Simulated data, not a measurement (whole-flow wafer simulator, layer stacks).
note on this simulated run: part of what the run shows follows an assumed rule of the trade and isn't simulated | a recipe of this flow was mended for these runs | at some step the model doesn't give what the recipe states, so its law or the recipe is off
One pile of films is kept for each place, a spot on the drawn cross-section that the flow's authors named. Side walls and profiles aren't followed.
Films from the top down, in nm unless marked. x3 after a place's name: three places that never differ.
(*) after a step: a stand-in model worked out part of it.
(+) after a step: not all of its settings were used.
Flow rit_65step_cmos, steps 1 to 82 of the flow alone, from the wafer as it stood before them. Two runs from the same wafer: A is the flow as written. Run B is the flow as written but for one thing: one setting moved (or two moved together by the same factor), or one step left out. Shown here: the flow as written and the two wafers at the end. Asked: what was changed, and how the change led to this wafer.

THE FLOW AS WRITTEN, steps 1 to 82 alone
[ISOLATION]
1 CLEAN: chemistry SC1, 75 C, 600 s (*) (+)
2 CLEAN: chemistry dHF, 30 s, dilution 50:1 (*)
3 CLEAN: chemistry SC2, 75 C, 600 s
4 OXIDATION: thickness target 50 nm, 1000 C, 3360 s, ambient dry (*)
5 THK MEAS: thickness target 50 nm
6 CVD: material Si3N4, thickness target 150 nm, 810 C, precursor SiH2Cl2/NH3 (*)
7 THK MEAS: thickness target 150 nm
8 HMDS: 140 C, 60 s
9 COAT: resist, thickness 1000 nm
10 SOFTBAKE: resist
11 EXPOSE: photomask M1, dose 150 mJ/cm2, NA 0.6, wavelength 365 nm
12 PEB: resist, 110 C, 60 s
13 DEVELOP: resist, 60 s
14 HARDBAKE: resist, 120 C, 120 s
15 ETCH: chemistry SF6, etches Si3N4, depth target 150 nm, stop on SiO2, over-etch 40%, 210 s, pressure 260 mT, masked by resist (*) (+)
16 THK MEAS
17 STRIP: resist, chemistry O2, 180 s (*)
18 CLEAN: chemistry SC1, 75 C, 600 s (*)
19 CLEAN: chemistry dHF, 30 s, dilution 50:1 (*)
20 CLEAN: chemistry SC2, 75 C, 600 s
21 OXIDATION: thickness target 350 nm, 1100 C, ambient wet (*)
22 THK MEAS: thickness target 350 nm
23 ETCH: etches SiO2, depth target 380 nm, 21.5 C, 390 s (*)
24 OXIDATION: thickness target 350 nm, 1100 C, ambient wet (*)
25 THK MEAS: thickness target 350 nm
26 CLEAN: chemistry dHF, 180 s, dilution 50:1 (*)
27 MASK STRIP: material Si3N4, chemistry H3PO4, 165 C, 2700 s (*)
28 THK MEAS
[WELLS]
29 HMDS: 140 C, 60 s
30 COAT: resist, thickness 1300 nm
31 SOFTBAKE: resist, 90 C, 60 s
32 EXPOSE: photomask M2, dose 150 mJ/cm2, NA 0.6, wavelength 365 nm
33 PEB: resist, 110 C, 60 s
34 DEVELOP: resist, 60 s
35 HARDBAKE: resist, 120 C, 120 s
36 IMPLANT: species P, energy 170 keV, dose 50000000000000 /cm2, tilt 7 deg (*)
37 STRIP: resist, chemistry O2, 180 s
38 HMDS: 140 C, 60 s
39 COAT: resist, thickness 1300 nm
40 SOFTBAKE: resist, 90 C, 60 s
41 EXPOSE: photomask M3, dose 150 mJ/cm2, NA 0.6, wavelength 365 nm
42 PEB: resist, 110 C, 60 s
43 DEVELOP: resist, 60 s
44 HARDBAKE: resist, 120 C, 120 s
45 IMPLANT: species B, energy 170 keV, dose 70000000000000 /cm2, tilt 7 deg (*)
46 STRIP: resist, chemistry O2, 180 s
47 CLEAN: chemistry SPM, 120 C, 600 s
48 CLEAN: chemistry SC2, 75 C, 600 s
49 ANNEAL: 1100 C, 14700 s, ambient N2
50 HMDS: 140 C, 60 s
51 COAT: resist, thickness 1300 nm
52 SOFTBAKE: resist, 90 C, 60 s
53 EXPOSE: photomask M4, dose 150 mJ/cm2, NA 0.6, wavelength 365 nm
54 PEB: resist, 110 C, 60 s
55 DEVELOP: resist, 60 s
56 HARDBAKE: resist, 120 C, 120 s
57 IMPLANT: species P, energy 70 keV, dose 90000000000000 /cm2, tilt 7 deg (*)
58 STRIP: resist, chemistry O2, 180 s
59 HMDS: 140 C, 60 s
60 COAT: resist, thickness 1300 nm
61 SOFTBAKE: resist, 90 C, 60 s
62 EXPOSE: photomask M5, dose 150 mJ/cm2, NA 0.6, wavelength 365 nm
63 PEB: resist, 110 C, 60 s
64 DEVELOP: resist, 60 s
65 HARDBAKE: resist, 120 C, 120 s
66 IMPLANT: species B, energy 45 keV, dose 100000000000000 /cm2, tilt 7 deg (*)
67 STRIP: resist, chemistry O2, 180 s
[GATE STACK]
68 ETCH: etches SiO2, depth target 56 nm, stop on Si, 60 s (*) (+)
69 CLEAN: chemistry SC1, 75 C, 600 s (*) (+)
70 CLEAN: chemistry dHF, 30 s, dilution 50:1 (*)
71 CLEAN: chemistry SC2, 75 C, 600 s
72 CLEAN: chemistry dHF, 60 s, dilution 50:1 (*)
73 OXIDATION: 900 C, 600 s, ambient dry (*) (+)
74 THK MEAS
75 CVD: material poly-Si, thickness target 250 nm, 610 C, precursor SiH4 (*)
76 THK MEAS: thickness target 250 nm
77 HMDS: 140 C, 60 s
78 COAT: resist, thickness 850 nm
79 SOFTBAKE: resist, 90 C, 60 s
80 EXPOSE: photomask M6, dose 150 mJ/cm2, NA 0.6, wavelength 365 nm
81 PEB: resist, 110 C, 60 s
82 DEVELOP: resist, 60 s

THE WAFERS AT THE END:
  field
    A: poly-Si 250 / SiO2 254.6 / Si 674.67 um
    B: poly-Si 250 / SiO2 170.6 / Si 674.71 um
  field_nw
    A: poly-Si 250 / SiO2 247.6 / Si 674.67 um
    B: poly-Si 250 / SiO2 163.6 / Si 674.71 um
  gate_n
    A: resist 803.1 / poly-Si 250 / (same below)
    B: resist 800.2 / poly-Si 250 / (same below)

The cause: step 24, OXIDATION: thickness target 266 nm was run, where the flow has thickness target 350 nm.

How the change led to this, step by step:
  24 OXIDATION: thickness target 350 nm, 1100 C, ambient wet (*)
      active_n, active_p, gate_n and 7 more: A SiO2 +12 (new film), Si3N4 -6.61 | B SiO2 +8.35 (new film), Si3N4 -4.61
      field, field_pw, field_nw, field_p: A SiO2 +350 (new film), Si -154 | B SiO2 +266 (new film), Si -117
  26 CLEAN: chemistry dHF, 180 s, dilution 50:1 (*)
      active_n, active_p, gate_n and 7 more: A SiO2 -12 (all of it), Si3N4 -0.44 | B SiO2 -8.35 (all of it), Si3N4 -0.77
  30 COAT: resist, thickness 1300 nm
      field: A resist +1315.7 (new film) | B resist +1350.3 (new film)
      field_p: A resist +1315.7 (new film) | B resist +1350.2 (new film)
  33 PEB: resist, 110 C, 60 s
      field, field_p: A resist -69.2 | B resist -71
  34 DEVELOP: resist, 60 s
      field_p: A resist -1246.5 (all of it) | B resist -1279.2 (all of it)
  35 HARDBAKE: resist, 120 C, 120 s
      field: A resist -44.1 | B resist -45.3
      field_pw: A resist -44 | B resist -44.9
  37 STRIP: resist, chemistry O2, 180 s
      field: A resist -1202.4 (all of it) | B resist -1234 (all of it)
  39 COAT: resist, thickness 1300 nm
      field: A resist +1315.7 (new film) | B resist +1350.3 (new film)
      field_p: A resist +1315.7 (new film) | B resist +1350.2 (new film)
  42 PEB: resist, 110 C, 60 s
      field, field_p: A resist -69.2 | B resist -71
  43 DEVELOP: resist, 60 s
      field: A resist -1246.5 (all of it) | B resist -1279.3 (all of it)
  44 HARDBAKE: resist, 120 C, 120 s
      field_nw: A resist -44 | B resist -44.9
      field_p: A resist -44.1 | B resist -45.3
  46 STRIP: resist, chemistry O2, 180 s
      field_p: A resist -1202.3 (all of it) | B resist -1233.9 (all of it)
  51 COAT: resist, thickness 1300 nm
      field: A resist +1315.7 (new film) | B resist +1350.3 (new film)
      field_p: A resist +1315.7 (new film) | B resist +1350.2 (new film)
  54 PEB: resist, 110 C, 60 s
      field, field_p: A resist -69.2 | B resist -71
  55 DEVELOP: resist, 60 s
      field_p: A resist -1246.5 (all of it) | B resist -1279.2 (all of it)
  56 HARDBAKE: resist, 120 C, 120 s
      field: A resist -44.1 | B resist -45.3
      field_pw: A resist -44 | B resist -44.9
  ... 8 more steps ...
  82 DEVELOP: resist, 60 s
      field: A resist -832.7 (all of it) | B resist -864.9 (all of it)
      field_pw: A resist -826 (all of it) | B resist -848.7 (all of it)
      (and at 2 more places)
